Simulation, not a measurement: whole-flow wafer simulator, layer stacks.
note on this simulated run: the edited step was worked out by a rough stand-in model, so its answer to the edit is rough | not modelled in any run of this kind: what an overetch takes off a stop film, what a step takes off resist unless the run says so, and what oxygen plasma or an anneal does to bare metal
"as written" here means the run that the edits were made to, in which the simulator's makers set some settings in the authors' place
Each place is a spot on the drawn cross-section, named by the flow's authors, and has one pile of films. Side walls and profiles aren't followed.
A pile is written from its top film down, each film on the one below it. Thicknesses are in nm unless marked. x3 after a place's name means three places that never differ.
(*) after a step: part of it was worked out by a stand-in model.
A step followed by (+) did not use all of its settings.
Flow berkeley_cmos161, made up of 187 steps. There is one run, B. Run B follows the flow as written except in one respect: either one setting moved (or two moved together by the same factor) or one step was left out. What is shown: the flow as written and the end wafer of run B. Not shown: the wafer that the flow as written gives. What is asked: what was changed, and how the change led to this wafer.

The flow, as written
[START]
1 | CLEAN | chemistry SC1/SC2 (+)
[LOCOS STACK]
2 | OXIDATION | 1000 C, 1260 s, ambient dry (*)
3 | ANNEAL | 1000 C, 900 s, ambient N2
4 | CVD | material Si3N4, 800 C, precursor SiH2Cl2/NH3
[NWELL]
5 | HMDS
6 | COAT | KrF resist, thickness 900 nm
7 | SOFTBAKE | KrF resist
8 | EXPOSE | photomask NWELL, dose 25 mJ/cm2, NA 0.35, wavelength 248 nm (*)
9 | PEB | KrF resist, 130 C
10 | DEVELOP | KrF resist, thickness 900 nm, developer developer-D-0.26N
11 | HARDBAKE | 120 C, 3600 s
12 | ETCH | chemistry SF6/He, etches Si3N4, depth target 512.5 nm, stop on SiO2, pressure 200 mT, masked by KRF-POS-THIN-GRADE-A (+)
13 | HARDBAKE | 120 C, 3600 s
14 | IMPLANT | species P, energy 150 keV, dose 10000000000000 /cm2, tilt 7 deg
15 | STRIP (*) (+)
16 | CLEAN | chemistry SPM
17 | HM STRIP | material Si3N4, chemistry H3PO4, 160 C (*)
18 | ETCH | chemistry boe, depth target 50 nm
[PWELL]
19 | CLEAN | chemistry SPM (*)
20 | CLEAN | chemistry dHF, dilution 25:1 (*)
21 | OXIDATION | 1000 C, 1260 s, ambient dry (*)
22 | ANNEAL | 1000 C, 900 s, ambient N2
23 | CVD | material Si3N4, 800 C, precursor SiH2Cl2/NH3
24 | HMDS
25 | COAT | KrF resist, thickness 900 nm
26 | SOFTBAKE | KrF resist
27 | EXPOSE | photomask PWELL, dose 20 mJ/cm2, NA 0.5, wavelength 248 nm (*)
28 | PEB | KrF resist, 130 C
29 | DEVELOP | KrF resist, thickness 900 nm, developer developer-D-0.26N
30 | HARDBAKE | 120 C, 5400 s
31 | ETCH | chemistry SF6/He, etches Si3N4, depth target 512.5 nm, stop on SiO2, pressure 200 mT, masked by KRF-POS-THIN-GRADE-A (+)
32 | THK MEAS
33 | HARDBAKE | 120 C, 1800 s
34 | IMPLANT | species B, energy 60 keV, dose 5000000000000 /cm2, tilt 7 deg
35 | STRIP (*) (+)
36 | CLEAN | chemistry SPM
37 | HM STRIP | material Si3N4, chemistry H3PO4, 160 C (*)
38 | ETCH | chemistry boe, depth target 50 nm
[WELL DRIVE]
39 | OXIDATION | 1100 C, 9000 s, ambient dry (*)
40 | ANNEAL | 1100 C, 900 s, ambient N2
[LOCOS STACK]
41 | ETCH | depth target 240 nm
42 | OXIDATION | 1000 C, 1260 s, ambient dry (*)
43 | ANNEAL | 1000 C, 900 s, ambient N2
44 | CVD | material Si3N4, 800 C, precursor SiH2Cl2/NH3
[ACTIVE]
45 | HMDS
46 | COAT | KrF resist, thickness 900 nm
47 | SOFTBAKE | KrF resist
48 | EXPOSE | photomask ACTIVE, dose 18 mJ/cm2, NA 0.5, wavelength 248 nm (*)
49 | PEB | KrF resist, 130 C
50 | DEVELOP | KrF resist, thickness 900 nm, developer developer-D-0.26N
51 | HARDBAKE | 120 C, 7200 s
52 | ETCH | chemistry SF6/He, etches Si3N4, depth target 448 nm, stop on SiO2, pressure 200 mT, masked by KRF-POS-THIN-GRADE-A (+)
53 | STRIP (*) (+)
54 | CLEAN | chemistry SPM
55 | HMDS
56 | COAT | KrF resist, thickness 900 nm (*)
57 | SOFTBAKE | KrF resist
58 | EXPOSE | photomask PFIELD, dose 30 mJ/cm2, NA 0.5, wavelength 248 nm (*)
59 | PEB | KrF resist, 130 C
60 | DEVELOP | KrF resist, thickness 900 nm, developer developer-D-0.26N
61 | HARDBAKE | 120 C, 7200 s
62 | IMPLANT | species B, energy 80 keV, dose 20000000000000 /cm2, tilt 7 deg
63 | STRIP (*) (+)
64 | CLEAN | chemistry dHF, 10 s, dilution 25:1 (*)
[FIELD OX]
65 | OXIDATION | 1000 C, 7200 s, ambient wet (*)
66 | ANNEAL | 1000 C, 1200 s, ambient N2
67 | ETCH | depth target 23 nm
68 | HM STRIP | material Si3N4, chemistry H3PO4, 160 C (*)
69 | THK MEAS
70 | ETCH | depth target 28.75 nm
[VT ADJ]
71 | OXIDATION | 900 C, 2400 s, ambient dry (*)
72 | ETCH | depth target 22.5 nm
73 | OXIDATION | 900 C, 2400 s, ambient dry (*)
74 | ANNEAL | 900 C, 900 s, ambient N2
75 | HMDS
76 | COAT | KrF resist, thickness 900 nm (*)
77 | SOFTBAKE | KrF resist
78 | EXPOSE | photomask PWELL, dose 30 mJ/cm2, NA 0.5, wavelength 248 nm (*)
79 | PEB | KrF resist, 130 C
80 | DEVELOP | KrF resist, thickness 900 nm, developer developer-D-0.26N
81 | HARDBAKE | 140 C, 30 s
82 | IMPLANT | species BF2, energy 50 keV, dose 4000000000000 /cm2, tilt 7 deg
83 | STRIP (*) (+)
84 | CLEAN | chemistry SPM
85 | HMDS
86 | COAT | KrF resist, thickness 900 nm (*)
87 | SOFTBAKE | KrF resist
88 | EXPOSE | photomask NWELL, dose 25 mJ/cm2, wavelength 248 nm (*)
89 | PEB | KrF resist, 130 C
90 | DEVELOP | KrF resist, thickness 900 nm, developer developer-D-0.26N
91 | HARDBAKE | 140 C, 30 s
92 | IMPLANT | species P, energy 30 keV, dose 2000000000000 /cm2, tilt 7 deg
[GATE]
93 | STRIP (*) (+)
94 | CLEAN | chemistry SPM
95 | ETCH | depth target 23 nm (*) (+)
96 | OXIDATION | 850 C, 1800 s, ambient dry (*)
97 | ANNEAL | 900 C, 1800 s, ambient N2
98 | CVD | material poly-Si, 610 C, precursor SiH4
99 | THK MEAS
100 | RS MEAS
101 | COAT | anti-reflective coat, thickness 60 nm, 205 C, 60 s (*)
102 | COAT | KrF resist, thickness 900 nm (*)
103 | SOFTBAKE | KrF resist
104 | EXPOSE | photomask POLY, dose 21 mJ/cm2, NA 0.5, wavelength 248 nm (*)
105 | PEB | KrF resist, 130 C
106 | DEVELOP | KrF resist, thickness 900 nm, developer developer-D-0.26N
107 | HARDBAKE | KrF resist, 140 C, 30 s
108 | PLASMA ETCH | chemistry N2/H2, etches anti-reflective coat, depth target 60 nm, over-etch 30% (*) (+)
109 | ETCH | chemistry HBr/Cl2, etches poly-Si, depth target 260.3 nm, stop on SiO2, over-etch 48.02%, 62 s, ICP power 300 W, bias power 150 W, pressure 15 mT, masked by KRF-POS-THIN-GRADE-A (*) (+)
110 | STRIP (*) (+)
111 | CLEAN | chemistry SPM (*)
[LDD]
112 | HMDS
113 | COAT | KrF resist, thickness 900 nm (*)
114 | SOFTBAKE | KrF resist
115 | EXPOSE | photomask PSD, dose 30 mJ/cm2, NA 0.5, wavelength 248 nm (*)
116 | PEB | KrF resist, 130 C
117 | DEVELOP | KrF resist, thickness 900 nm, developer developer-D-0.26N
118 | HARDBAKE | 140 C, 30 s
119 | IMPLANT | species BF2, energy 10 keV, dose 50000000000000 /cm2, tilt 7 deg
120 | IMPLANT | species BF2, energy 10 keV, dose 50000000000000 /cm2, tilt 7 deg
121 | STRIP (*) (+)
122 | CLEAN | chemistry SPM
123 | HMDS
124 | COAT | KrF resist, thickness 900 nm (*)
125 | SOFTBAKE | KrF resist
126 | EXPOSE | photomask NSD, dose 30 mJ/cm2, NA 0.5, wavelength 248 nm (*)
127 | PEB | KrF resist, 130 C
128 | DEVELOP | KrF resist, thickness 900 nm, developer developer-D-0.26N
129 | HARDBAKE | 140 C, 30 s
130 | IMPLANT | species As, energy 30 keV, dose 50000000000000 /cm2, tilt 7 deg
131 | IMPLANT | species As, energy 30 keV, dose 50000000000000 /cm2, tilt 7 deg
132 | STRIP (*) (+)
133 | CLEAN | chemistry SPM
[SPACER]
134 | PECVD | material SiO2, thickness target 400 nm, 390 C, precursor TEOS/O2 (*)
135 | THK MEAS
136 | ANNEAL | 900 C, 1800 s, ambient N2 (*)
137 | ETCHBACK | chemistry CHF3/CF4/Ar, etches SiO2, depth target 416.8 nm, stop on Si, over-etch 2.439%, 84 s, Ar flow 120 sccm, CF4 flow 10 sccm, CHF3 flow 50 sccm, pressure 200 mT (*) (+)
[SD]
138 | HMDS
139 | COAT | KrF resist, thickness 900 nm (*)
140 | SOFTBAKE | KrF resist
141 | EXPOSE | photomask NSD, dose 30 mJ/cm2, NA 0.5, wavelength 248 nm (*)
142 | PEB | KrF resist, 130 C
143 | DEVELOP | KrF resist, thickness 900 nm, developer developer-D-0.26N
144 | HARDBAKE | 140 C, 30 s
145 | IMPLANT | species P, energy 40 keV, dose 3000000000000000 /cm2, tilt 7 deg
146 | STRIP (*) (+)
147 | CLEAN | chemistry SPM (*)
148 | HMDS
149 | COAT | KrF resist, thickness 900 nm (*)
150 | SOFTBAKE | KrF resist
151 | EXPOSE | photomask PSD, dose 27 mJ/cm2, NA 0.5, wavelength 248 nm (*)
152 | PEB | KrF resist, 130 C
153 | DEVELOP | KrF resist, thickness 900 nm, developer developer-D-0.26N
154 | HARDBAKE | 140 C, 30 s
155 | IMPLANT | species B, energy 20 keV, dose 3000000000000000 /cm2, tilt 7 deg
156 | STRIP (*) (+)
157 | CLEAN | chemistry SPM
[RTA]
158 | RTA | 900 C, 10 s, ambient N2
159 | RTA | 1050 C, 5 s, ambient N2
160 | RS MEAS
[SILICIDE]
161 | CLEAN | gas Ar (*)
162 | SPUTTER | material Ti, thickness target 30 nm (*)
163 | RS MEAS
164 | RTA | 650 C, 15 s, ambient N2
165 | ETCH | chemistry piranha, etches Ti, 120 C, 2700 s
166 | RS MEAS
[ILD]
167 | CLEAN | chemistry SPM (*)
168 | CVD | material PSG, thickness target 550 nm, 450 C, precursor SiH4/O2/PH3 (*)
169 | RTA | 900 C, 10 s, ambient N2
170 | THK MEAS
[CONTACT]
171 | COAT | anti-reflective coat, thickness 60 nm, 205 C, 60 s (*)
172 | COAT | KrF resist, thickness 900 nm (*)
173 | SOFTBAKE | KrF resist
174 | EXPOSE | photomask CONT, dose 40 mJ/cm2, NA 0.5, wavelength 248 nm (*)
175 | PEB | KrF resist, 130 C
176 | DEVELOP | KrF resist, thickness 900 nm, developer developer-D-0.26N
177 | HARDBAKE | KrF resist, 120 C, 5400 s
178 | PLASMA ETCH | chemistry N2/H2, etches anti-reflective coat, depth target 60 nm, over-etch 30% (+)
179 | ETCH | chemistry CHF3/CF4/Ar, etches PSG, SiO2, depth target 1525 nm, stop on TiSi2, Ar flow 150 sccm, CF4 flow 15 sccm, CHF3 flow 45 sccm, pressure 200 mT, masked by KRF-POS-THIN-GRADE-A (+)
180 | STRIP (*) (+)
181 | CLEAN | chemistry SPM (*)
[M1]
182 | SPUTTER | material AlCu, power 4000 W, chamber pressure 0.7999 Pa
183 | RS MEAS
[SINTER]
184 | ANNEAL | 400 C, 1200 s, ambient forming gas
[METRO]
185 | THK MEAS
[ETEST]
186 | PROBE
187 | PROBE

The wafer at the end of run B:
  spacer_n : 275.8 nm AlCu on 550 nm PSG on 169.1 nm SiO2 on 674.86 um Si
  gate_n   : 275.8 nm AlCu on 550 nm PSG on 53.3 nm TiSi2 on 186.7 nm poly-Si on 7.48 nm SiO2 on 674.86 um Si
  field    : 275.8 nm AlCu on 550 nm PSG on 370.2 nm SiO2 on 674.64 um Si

What caused this: step 134, PECVD: thickness target 360 nm was run, whereas the flow has thickness target 400 nm.

The path from the change to this, step by step:
  134 | PECVD | material SiO2, thickness target 400 nm, 390 C, precursor TEOS/O2 (*)
      field, sd_n, contact, m1: SiO2 gains 360 (it would be, as written: SiO2 gains 400)
      spacer_n, sd_p, spacer_p: SiO2 gains 346.7 (it would be, as written: SiO2 gains 385)
      (also at 2 further places)
  136 | ANNEAL | 900 C, 1800 s, ambient N2 (*)
      field, sd_n, gate_n, gate_p, contact, m1: SiO2 loses 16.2 (it would be, as written: SiO2 loses 18)
      spacer_n, sd_p, spacer_p: SiO2 loses 15.6 (it would be, as written: SiO2 loses 17.3)
  137 | ETCHBACK | chemistry CHF3/CF4/Ar, etches SiO2, depth target 416.8 nm, stop on Si, over-etch 2.439%, 84 s, Ar flow 120 sccm, CF4 flow 10 sccm, CHF3 flow 50 sccm, pressure 200 mT (*) (+)
      gate_n, gate_p: SiO2 loses 343.8 (all of it), chemical SiO2 loses 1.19 (all of it), poly-Si loses 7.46 (it would be, as written: SiO2 loses 382 (all of it), chemical SiO2 loses 1.19 (all of it), poly-Si loses 3.98)
      sd_n: SiO2 loses 349.7 (all of it) (it would be, as written: SiO2 loses 387.9 (all of it))
      (also at 3 further places)
  139 | COAT | KrF resist, thickness 900 nm (*)
      sd_n: KrF resist gains 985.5 (new film) (it would be, as written: KrF resist gains 1008.1 (new film))
      spacer_n: KrF resist gains 834.6 (new film) (it would be, as written: KrF resist gains 816.8 (new film))
      (also at 3 further places)
  143 | DEVELOP | KrF resist, thickness 900 nm, developer developer-D-0.26N
      sd_n: KrF resist loses 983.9 (all of it) (it would be, as written: KrF resist loses 1006.5 (all of it))
      spacer_n: KrF resist loses 833.2 (all of it) (it would be, as written: KrF resist loses 815.5 (all of it))
      (also at 1 further place)
  144 | HARDBAKE | 140 C, 30 s
      spacer_p: KrF resist loses 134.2 (it would be, as written: KrF resist loses 131)
  146 | STRIP (*) (+)
      spacer_p: KrF resist loses 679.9 (all of it) (it would be, as written: KrF resist loses 663.4 (all of it))
      m1: chemical SiO2 gains 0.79 (new film), KrF resist loses 806.2 (all of it), Si loses 0.35 (it would be, as written: chemical SiO2 gains 0.8 (new film), KrF resist loses 823.2 (all of it), Si loses 0.35)
  149 | COAT | KrF resist, thickness 900 nm (*)
      sd_n: KrF resist gains 985 (new film) (it would be, as written: KrF resist gains 1007.8 (new film))
      spacer_n: KrF resist gains 834.7 (new film) (it would be, as written: KrF resist gains 817.1 (new film))
      (also at 3 further places)
  153 | DEVELOP | KrF resist, thickness 900 nm, developer developer-D-0.26N
      spacer_p: KrF resist loses 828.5 (all of it) (it would be, as written: KrF resist loses 808.8 (all of it))
  154 | HARDBAKE | 140 C, 30 s
      sd_n: KrF resist loses 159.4 (it would be, as written: KrF resist loses 163)
      spacer_n: KrF resist loses 135.1 (it would be, as written: KrF resist loses 132.2)
      (also at 2 further places)
  156 | STRIP (*) (+)
      sd_n: KrF resist loses 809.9 (all of it), chemical SiO2 gains 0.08 (it would be, as written: KrF resist loses 828.9 (all of it), chemical SiO2 gains 0.08)
      spacer_n: KrF resist loses 684.1 (all of it) (it would be, as written: KrF resist loses 669.4 (all of it))
      (also at 2 further places)
  171 | COAT | anti-reflective coat, thickness 60 nm, 205 C, 60 s (*)
      sd_n: anti-reflective coat gains 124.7 (new film) (it would be, as written: anti-reflective coat gains 149.7 (new film))
      spacer_n: anti-reflective coat gains 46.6 (new film) (it would be, as written: anti-reflective coat gains 41.3 (new film))
      (also at 6 further places)
  172 | COAT | KrF resist, thickness 900 nm (*)
      gate_n: KrF resist gains 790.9 (new film) (it would be, as written: KrF resist gains 807.8 (new film))
      sd_p: KrF resist gains 975.8 (new film) (it would be, as written: KrF resist gains 996.6 (new film))
      (also at 1 further place)
  176 | DEVELOP | KrF resist, thickness 900 nm, developer developer-D-0.26N
      contact: KrF resist loses 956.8 (all of it) (it would be, as written: KrF resist loses 977.7 (all of it))
  178 | PLASMA ETCH | chemistry N2/H2, etches anti-reflective coat, depth target 60 nm, over-etch 30% (+)
      field, sd_n, spacer_n, gate_n, sd_p, spacer_p, gate_p, m1: KrF resist loses 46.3 (it would be, as written: KrF resist loses 44.3)
      contact: anti-reflective coat loses 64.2 (all of it), PSG loses 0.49 (it would be, as written: anti-reflective coat loses 61.4 (all of it), PSG loses 0.47)
  180 | STRIP (*) (+)
      sd_n: KrF resist loses 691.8 (all of it), anti-reflective coat loses 124.7 (all of it) (it would be, as written: KrF resist loses 692.5 (all of it), anti-reflective coat loses 149.7 (all of it))
      spacer_n: KrF resist loses 637.9 (all of it), anti-reflective coat loses 46.6 (all of it) (it would be, as written: KrF resist loses 635.2 (all of it), anti-reflective coat loses 41.3 (all of it))
      (also at 5 further places)
  182 | SPUTTER | material AlCu, power 4000 W, chamber pressure 0.7999 Pa
      sd_p: AlCu gains 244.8 (new film) (it would be, as written: AlCu gains 234.7 (new film))
